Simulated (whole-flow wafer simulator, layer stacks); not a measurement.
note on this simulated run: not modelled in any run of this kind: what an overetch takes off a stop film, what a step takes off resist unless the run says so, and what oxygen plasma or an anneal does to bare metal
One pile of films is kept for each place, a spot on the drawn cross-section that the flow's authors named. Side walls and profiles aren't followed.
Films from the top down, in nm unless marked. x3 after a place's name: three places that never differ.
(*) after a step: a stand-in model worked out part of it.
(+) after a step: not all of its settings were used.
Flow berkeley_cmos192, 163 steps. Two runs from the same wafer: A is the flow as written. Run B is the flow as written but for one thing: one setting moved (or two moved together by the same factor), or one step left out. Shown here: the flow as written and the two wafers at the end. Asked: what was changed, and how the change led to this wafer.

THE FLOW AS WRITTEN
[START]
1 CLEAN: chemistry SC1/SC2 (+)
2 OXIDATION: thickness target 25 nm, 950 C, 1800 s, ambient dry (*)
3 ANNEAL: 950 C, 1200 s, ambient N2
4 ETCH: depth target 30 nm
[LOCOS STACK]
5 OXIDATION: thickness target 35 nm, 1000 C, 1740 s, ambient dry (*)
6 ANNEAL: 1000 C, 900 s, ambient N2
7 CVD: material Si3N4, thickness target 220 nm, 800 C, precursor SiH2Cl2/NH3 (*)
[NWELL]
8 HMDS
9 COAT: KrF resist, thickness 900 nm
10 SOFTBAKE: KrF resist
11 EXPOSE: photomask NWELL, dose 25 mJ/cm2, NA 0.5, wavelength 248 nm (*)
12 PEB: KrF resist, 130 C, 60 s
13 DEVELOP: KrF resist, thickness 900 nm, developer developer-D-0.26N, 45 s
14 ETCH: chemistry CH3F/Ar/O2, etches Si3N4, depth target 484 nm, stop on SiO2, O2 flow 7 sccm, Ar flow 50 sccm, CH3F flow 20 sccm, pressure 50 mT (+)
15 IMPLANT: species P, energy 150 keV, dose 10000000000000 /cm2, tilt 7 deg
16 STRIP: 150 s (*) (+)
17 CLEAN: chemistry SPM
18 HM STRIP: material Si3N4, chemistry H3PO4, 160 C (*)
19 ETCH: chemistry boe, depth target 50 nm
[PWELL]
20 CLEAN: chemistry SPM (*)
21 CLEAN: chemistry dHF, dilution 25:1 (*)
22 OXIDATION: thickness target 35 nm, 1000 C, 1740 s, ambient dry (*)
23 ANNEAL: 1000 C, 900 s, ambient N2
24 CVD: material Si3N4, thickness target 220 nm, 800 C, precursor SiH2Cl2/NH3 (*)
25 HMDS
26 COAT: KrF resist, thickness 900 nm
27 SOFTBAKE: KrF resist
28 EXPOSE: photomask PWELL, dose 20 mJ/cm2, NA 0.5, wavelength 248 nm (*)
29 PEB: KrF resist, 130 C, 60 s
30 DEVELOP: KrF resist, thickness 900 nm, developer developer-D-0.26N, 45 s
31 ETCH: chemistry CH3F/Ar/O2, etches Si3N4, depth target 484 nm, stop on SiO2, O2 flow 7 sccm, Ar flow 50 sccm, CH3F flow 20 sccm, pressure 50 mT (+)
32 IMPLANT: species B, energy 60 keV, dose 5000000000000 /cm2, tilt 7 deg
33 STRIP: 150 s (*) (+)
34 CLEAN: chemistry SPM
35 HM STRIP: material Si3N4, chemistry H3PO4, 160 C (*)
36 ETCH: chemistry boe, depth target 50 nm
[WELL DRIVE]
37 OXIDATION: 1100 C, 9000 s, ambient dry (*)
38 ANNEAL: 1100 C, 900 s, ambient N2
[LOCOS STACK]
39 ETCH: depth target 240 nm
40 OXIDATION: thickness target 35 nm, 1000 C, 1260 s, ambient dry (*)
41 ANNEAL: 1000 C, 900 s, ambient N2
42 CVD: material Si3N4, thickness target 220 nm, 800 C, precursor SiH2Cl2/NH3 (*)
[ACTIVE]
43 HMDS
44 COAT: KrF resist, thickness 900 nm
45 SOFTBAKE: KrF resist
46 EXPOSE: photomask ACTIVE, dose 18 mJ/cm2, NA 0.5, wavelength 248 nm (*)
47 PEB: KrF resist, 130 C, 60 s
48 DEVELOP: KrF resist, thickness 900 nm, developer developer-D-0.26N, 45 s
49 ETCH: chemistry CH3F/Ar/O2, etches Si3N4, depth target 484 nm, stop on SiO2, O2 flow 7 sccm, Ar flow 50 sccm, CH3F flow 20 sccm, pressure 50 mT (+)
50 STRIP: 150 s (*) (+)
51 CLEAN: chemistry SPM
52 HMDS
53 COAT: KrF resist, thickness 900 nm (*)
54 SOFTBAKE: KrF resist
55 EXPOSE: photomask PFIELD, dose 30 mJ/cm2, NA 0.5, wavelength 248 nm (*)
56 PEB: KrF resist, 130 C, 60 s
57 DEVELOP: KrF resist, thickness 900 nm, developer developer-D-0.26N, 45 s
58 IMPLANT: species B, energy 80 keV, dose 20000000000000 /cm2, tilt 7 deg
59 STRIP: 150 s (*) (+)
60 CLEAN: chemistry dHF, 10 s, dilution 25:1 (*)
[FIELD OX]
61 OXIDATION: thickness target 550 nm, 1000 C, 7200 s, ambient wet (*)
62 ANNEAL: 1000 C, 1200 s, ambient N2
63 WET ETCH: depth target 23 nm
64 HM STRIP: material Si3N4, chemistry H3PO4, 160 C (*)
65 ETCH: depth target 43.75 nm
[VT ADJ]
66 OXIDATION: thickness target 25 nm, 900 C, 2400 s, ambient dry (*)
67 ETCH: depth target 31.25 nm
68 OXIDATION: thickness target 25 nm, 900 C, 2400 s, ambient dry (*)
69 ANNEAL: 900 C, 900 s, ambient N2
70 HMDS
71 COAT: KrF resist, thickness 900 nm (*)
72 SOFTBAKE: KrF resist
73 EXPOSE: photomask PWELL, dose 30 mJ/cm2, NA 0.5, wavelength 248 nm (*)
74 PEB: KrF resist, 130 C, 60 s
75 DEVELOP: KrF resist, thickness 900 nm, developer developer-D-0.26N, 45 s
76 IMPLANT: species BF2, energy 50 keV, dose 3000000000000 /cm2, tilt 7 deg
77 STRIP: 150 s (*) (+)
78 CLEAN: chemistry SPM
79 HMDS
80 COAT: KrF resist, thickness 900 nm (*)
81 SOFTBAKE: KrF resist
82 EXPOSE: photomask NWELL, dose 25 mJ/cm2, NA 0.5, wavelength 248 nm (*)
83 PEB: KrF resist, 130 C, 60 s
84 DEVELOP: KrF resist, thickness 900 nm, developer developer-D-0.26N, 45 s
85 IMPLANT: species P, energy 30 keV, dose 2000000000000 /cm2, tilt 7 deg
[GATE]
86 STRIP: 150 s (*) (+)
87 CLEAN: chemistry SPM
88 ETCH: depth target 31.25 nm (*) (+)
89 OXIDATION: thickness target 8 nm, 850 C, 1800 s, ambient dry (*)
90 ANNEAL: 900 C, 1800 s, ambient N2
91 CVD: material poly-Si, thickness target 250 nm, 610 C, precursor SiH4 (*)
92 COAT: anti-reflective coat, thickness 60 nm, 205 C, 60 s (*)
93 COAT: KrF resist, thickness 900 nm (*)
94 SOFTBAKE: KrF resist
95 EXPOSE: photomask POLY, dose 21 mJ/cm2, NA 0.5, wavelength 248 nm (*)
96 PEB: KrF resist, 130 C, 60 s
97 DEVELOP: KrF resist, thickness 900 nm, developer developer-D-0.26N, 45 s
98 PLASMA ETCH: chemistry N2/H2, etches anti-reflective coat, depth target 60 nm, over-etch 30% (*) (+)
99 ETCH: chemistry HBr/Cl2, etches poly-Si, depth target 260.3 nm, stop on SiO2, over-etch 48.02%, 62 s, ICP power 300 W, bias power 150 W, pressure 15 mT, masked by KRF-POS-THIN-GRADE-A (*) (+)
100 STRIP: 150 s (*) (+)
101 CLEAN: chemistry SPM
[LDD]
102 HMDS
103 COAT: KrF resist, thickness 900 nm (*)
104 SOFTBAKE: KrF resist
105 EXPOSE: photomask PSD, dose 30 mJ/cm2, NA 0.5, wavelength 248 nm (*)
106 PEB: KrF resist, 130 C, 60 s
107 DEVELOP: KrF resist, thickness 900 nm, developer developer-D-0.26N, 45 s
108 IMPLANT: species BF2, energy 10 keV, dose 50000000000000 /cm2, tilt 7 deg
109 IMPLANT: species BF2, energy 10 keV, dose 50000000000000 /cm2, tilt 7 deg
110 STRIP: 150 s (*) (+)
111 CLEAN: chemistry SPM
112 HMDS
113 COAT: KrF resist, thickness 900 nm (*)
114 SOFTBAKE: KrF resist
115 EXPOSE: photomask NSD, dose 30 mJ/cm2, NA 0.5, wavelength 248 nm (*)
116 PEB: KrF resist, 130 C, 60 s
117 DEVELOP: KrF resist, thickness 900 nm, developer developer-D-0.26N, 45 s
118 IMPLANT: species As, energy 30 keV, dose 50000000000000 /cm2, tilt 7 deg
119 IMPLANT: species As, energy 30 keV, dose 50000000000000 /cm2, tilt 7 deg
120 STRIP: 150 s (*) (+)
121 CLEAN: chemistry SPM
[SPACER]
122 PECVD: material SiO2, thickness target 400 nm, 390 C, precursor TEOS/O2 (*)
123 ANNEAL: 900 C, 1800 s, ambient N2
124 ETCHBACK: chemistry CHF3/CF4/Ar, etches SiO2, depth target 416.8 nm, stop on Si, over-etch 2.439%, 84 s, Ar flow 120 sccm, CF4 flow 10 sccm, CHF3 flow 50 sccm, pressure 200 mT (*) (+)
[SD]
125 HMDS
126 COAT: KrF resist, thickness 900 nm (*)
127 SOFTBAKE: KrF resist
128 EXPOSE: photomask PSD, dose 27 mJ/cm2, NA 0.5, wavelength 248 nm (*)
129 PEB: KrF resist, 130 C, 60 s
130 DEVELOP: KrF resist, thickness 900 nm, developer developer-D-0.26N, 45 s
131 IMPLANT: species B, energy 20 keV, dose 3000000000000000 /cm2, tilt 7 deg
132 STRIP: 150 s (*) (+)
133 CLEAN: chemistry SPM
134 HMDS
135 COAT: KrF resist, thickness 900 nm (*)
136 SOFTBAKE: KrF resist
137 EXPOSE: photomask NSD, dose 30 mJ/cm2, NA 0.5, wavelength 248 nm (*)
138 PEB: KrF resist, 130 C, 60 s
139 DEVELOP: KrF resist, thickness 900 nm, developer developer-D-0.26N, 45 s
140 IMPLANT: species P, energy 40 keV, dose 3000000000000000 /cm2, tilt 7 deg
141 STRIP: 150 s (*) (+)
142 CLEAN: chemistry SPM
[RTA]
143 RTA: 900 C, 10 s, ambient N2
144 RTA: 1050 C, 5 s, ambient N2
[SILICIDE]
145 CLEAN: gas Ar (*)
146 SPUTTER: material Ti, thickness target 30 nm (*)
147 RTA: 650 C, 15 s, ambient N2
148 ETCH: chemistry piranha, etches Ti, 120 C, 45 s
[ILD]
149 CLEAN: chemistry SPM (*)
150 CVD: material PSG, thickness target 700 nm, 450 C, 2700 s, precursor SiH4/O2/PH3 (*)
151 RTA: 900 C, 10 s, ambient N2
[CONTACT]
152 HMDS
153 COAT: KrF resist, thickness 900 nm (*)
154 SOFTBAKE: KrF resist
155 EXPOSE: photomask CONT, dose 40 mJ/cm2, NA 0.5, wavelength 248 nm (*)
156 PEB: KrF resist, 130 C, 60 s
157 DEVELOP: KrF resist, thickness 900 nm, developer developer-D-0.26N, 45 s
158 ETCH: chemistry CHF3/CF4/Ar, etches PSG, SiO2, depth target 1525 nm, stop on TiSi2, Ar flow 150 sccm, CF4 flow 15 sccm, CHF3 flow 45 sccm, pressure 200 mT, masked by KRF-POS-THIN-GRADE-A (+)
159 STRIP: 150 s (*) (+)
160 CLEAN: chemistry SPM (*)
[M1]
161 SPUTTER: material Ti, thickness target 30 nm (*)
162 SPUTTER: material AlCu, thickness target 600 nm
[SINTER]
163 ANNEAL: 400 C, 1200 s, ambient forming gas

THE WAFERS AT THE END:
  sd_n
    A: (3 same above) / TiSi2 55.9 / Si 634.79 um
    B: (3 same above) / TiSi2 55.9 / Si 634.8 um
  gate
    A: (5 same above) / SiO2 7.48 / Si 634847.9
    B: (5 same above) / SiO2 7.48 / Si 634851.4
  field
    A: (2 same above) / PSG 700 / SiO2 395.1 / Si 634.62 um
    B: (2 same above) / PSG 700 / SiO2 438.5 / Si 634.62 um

The cause: step 65, ETCH: depth target 43.75 nm, was left out.

How the change led to this, step by step:
  66 OXIDATION: thickness target 25 nm, 900 C, 2400 s, ambient dry (*)
      spacer_n, spacer_p, gate_p, contact, m1: A SiO2 +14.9 (new film), Si -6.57 | B SiO2 +9.52, Si -4.19
      sd_n, gate, sd_p: A SiO2 +14.9 (new film), Si -6.57 | B SiO2 +9.51, Si -4.18
  67 ETCH: depth target 31.25 nm
      sd_n, spacer_n, gate, sd_p, spacer_p, gate_p, contact, m1: A SiO2 -14.9 (all of it) | B SiO2 -31.2
  68 OXIDATION: thickness target 25 nm, 900 C, 2400 s, ambient dry (*)
      spacer_n, spacer_p, gate_p, contact, m1: A SiO2 +14.9 (new film), Si -6.57 | B SiO2 +12.5, Si -5.48
      sd_n, gate, sd_p: A SiO2 +14.9 (new film), Si -6.57 | B SiO2 +12.4, Si -5.47
  71 COAT: KrF resist, thickness 900 nm (*)
      sd_n: A KrF resist +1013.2 (new film) | B KrF resist +1034 (new film)
  75 DEVELOP: KrF resist, thickness 900 nm, developer developer-D-0.26N, 45 s
      sd_n: A KrF resist -1011.6 (all of it) | B KrF resist -1032.3 (all of it)
  77 STRIP: 150 s (*) (+)
      m1: A KrF resist -997.1 (all of it) | B KrF resist -1017.5 (all of it)
  80 COAT: KrF resist, thickness 900 nm (*)
      sd_n: A KrF resist +1013.2 (new film) | B KrF resist +1034 (new film)
  86 STRIP: 150 s (*) (+)
      sd_n: A KrF resist -997.4 (all of it) | B KrF resist -1018.1 (all of it)
      m1: A KrF resist -997.1 (all of it) | B KrF resist -1017.5 (all of it)
  92 COAT: anti-reflective coat, thickness 60 nm, 205 C, 60 s (*)
      sd_n: A anti-reflective coat +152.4 (new film) | B anti-reflective coat +181.6 (new film)
      spacer_n: A anti-reflective coat +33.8 (new film) | B anti-reflective coat +25.1 (new film)
      (and at 6 more places)
  93 COAT: KrF resist, thickness 900 nm (*)
      spacer_n: A KrF resist +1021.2 (new film) | B KrF resist +1054.2 (new film)
      gate: A KrF resist +1023.8 (new film) | B KrF resist +1057 (new film)
      (and at 3 more places)
  97 DEVELOP: KrF resist, thickness 900 nm, developer developer-D-0.26N, 45 s
      spacer_n: A KrF resist -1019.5 (all of it) | B KrF resist -1052.5 (all of it)
      spacer_p: A KrF resist -994 (all of it) | B KrF resist -1015.5 (all of it)
      (and at 1 more place)
  98 PLASMA ETCH: chemistry N2/H2, etches anti-reflective coat, depth target 60 nm, over-etch 30% (*) (+)
      field: A anti-reflective coat -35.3 (all of it), poly-Si -4.18 | B anti-reflective coat -35.1 (all of it), poly-Si -5.15
      sd_n: A anti-reflective coat -152.4 (all of it), poly-Si -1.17 | B anti-reflective coat -181.6 (all of it), poly-Si -1.4
      (and at 5 more places)
  100 STRIP: 150 s (*) (+)
      gate: A chemical SiO2 +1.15 (new film), KrF resist -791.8 (all of it), anti-reflective coat -30 (all of it), poly-Si -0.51 | B chemical SiO2 +1.15 (new film), KrF resist -824.9 (all of it), anti-reflective coat -20.9 (all of it), poly-Si -0.5
      gate_p: A chemical SiO2 +1.15 (new film), KrF resist -765.1 (all of it), anti-reflective coat -31 (all of it), poly-Si -0.51 | B chemical SiO2 +1.15 (new film), KrF resist -785.8 (all of it), anti-reflective coat -25.3 (all of it), poly-Si -0.5
  103 COAT: KrF resist, thickness 900 nm (*)
      sd_n: A KrF resist +1003.8 (new film) | B KrF resist +1024.7 (new film)
      m1: A KrF resist +1003.2 (new film) | B KrF resist +1023.9 (new film)
  110 STRIP: 150 s (*) (+)
      sd_n: A KrF resist -988 (all of it) | B KrF resist -1008.8 (all of it)
      m1: A KrF resist -987.4 (all of it) | B KrF resist -1008 (all of it)
  113 COAT: KrF resist, thickness 900 nm (*)
      sd_n: A KrF resist +1003.8 (new film) | B KrF resist +1024.7 (new film)
      m1: A KrF resist +1003.2 (new film) | B KrF resist +1023.9 (new film)
  ... 14 more steps ...
  162 SPUTTER: material AlCu, thickness target 600 nm
      sd_p: A AlCu +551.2 (new film) | B AlCu +526.8 (new film)
